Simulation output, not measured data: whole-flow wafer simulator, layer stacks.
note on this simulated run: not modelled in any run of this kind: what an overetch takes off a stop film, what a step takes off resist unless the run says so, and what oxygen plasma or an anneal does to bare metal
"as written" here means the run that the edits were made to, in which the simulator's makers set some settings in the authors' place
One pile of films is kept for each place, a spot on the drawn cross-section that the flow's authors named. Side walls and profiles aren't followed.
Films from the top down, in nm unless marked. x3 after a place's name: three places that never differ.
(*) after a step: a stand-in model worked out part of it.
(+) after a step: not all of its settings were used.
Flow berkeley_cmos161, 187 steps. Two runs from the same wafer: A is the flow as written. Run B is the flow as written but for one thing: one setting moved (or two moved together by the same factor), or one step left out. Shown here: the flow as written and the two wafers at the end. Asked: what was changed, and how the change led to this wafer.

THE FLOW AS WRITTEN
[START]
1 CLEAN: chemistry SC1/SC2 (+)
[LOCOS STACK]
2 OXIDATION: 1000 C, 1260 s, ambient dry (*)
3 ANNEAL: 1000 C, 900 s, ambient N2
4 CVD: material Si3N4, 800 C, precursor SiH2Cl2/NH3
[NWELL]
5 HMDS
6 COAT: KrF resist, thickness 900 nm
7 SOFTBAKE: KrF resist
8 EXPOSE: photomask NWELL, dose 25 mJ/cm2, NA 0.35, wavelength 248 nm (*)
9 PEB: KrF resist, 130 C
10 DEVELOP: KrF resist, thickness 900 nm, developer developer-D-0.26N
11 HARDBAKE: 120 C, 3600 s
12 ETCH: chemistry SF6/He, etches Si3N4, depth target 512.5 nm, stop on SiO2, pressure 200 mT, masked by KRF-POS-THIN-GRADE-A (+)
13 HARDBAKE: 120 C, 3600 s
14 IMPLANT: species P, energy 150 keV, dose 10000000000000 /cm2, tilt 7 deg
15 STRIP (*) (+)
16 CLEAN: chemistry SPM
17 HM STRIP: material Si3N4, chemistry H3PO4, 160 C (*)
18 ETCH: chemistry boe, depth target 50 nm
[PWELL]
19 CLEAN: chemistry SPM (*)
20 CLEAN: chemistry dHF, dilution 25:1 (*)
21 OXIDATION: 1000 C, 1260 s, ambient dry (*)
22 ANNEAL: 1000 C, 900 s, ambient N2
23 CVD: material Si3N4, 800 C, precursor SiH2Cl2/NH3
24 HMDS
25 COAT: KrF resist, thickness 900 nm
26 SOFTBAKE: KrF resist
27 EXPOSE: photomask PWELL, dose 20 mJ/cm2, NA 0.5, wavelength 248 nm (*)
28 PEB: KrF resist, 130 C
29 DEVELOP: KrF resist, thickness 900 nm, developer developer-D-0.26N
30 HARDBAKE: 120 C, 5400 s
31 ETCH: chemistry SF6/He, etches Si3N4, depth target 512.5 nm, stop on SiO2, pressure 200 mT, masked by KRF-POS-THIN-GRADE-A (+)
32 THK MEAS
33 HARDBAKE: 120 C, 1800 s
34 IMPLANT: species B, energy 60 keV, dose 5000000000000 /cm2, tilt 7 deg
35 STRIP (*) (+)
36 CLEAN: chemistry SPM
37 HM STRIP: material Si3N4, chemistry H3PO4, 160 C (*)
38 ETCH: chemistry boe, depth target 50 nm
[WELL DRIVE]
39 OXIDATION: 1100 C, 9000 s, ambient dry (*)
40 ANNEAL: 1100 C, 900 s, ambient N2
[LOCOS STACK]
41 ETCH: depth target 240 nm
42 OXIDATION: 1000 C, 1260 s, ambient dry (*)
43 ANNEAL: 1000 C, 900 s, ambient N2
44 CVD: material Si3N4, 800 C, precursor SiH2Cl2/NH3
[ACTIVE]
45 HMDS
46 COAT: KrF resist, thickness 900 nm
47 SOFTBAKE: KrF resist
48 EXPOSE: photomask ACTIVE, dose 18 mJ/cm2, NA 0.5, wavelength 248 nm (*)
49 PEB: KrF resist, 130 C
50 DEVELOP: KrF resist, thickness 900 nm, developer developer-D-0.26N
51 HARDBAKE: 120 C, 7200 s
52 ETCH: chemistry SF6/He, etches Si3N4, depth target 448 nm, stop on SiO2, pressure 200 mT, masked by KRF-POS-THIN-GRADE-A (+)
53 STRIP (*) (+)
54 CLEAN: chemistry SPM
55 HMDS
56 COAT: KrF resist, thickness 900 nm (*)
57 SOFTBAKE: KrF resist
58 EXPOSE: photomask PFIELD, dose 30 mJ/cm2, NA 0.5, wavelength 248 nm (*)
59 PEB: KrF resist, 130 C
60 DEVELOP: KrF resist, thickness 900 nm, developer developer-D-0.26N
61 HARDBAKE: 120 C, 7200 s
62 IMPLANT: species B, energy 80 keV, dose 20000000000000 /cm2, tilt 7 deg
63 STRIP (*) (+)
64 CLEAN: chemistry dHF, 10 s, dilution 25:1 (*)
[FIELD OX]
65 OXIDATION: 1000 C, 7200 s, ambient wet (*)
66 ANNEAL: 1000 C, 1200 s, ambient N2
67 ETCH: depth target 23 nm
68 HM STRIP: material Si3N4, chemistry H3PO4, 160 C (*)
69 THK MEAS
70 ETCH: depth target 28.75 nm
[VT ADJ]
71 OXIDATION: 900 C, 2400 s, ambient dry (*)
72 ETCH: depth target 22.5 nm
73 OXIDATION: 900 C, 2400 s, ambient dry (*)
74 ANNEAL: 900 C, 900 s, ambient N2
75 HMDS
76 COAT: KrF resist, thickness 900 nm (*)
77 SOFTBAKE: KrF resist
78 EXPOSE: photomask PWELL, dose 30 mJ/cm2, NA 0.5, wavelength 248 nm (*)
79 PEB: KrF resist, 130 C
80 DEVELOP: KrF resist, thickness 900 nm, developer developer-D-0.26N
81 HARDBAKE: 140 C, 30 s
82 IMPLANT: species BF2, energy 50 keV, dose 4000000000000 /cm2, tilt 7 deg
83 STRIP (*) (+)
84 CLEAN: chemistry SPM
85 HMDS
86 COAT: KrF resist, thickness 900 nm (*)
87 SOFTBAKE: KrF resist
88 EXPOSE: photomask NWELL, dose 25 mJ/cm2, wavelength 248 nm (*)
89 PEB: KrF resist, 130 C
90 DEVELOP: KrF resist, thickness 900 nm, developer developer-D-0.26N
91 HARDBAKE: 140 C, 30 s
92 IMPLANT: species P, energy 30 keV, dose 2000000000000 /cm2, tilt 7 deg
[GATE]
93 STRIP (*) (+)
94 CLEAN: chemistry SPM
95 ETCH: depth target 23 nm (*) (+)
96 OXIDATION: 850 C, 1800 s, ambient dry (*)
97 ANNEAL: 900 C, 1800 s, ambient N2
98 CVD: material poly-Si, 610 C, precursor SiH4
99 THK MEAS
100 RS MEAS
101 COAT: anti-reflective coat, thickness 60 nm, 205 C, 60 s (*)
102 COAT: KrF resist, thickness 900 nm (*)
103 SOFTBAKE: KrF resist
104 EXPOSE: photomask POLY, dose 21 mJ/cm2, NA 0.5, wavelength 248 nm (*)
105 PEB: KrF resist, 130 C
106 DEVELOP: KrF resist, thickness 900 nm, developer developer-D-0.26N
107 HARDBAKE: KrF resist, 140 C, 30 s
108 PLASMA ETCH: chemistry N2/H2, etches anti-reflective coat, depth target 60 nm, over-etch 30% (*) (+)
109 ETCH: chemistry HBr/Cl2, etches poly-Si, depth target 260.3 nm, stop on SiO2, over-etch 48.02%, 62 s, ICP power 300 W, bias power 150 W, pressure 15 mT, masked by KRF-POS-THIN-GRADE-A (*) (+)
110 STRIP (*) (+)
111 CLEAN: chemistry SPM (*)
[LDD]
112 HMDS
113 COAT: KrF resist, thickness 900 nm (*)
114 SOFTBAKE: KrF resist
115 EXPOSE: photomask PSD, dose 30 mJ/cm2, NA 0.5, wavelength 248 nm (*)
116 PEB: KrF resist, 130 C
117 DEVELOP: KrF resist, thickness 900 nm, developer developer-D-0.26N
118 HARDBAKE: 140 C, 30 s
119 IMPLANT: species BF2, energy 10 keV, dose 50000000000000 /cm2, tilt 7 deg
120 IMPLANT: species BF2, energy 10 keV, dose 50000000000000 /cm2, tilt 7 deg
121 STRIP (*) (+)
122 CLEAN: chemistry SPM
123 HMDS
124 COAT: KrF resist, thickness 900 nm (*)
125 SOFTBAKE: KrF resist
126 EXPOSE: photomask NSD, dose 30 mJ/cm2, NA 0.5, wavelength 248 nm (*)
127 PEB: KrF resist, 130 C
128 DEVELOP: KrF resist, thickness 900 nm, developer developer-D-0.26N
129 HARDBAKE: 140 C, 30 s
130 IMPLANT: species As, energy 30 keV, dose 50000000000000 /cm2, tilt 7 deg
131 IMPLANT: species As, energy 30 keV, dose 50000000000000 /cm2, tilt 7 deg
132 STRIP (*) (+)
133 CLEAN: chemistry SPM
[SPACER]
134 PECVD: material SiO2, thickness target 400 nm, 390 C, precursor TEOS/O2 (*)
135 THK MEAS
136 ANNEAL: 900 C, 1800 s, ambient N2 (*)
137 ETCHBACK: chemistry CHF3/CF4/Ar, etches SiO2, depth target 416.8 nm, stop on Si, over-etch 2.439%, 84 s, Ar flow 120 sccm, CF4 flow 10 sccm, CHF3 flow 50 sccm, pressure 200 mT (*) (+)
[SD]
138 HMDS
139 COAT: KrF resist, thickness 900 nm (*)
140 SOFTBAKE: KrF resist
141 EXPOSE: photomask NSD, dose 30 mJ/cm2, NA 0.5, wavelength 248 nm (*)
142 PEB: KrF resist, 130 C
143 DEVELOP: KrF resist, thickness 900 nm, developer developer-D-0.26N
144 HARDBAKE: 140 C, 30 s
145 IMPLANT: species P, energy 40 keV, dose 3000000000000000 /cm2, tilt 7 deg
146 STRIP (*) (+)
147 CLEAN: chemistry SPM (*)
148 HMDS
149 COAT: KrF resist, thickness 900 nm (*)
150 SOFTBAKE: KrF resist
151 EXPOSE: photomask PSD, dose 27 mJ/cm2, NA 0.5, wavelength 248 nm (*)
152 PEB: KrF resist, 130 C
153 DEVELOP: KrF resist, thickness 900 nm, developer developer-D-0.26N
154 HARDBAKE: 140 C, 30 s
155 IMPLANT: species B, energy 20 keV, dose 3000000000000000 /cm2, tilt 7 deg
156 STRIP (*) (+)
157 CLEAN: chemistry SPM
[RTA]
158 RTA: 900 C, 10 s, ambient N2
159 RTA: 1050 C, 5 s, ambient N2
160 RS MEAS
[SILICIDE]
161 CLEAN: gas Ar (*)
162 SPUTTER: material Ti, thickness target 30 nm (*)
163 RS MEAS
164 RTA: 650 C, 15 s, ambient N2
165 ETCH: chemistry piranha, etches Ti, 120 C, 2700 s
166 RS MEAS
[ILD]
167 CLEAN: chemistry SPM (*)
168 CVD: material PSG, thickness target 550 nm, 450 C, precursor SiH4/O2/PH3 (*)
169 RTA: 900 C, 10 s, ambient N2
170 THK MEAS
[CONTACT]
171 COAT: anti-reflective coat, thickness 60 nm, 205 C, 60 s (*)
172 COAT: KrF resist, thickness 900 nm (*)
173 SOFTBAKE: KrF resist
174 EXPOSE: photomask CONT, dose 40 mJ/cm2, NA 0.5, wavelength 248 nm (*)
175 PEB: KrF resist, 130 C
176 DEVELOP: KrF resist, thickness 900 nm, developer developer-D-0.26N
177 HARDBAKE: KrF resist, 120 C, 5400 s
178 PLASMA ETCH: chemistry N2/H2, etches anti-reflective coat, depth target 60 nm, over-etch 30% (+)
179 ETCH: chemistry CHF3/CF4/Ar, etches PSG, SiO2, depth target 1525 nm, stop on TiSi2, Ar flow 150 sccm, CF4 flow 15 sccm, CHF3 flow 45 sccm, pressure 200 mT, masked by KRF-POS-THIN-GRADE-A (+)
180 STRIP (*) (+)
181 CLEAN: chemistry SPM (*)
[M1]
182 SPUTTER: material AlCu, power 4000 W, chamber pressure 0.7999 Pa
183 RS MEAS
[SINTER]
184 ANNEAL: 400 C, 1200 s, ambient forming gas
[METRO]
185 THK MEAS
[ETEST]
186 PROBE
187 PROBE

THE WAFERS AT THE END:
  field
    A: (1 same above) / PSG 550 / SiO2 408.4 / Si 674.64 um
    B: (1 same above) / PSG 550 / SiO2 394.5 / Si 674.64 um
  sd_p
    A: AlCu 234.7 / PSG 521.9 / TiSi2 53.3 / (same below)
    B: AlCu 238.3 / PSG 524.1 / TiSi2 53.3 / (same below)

The cause: step 67, ETCH: depth target 37 nm was run, where the flow has depth target 23 nm.

How the change led to this, step by step:
  67 ETCH: depth target 23 nm
      field: A SiO2 -23 | B SiO2 -37
  101 COAT: anti-reflective coat, thickness 60 nm, 205 C, 60 s (*)
      sd_n: A anti-reflective coat +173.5 (new film) | B anti-reflective coat +163.8 (new film)
      spacer_n: A anti-reflective coat +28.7 (new film) | B anti-reflective coat +31.5 (new film)
      (and at 5 more places)
  108 PLASMA ETCH: chemistry N2/H2, etches anti-reflective coat, depth target 60 nm, over-etch 30% (*) (+)
      sd_n: A anti-reflective coat -173.5 (all of it), poly-Si -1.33 | B anti-reflective coat -163.8 (all of it), poly-Si -1.26
      spacer_n: A anti-reflective coat -28.7 (all of it), poly-Si -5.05 | B anti-reflective coat -31.5 (all of it), poly-Si -4.65
      (and at 3 more places)
  110 STRIP (*) (+)
      gate_n: A chemical SiO2 +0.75 (new film), KrF resist -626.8 (all of it), anti-reflective coat -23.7 (all of it), poly-Si -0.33 | B chemical SiO2 +0.75 (new film), KrF resist -617.9 (all of it), anti-reflective coat -26.5 (all of it), poly-Si -0.33
      gate_p: A chemical SiO2 +0.75 (new film), KrF resist -598.2 (all of it), anti-reflective coat -27.9 (all of it), poly-Si -0.33 | B chemical SiO2 +0.75 (new film), KrF resist -592.6 (all of it), anti-reflective coat -29.6 (all of it), poly-Si -0.33
  171 COAT: anti-reflective coat, thickness 60 nm, 205 C, 60 s (*)
      sd_n: A anti-reflective coat +149.7 (new film) | B anti-reflective coat +138.5 (new film)
      gate_n: A anti-reflective coat +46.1 (new film) | B anti-reflective coat +45 (new film)
      (and at 2 more places)
  180 STRIP (*) (+)
      sd_n: A KrF resist -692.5 (all of it), anti-reflective coat -149.7 (all of it) | B KrF resist -694.3 (all of it), anti-reflective coat -138.5 (all of it)
      gate_n: A KrF resist -589.4 (all of it), anti-reflective coat -46.1 (all of it) | B KrF resist -581.1 (all of it), anti-reflective coat -45 (all of it)
      (and at 2 more places)
